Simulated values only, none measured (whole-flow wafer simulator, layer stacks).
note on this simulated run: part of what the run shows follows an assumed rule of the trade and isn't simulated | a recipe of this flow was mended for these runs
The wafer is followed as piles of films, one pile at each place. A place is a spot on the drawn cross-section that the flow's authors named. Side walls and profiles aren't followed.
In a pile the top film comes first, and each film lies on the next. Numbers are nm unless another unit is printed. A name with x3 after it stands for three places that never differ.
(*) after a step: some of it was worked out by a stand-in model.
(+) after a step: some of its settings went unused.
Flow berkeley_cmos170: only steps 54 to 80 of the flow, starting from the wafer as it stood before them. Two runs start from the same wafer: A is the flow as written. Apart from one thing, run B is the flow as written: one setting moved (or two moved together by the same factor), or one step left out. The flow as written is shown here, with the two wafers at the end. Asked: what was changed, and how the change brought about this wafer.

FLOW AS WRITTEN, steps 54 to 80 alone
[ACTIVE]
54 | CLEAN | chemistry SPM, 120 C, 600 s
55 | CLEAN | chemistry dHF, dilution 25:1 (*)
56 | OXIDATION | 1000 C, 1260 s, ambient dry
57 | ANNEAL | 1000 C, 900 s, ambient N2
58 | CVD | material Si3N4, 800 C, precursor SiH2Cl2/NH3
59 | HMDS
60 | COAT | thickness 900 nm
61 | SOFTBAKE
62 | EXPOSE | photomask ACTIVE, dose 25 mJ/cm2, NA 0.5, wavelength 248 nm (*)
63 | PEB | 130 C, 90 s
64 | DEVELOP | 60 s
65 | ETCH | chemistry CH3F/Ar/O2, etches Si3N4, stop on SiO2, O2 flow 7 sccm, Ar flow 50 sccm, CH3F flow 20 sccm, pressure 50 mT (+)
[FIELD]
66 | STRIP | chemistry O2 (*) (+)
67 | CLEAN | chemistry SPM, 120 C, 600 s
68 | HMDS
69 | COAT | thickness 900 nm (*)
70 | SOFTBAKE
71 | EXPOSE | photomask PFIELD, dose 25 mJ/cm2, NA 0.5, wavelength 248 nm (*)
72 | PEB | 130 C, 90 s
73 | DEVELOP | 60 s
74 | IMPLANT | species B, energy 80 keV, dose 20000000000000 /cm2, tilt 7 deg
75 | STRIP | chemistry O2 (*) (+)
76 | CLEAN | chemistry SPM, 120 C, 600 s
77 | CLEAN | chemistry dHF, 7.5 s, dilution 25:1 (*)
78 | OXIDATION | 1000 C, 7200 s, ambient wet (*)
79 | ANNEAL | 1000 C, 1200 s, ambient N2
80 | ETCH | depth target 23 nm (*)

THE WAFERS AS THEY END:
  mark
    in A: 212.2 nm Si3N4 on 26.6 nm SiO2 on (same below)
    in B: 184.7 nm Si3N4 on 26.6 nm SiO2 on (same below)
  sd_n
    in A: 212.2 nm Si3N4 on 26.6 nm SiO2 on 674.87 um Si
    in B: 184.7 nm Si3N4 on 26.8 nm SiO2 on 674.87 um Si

The reason: step 58, CVD: 788 C was run, though the flow has 800 C.

Step by step, how the change led to this:
  58 | CVD | material Si3N4, 800 C, precursor SiH2Cl2/NH3
      field, mark, sd_n and 10 more: A +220 Si3N4 (new film) | B +192.5 Si3N4 (new film)
  65 | ETCH | chemistry CH3F/Ar/O2, etches Si3N4, stop on SiO2, O2 flow 7 sccm, Ar flow 50 sccm, CH3F flow 20 sccm, pressure 50 mT (+)
      mark, sd_n, spacer_n and 9 more: A -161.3 KrF-resist | B -143 KrF-resist
      field: A -220 Si3N4 (all of it), -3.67 SiO2 | B -192.5 Si3N4 (all of it), -3.67 SiO2
  66 | STRIP | chemistry O2 (*) (+)
      mark, sd_n, spacer_n and 9 more: A -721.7 KrF-resist (all of it) | B -740.1 KrF-resist (all of it)
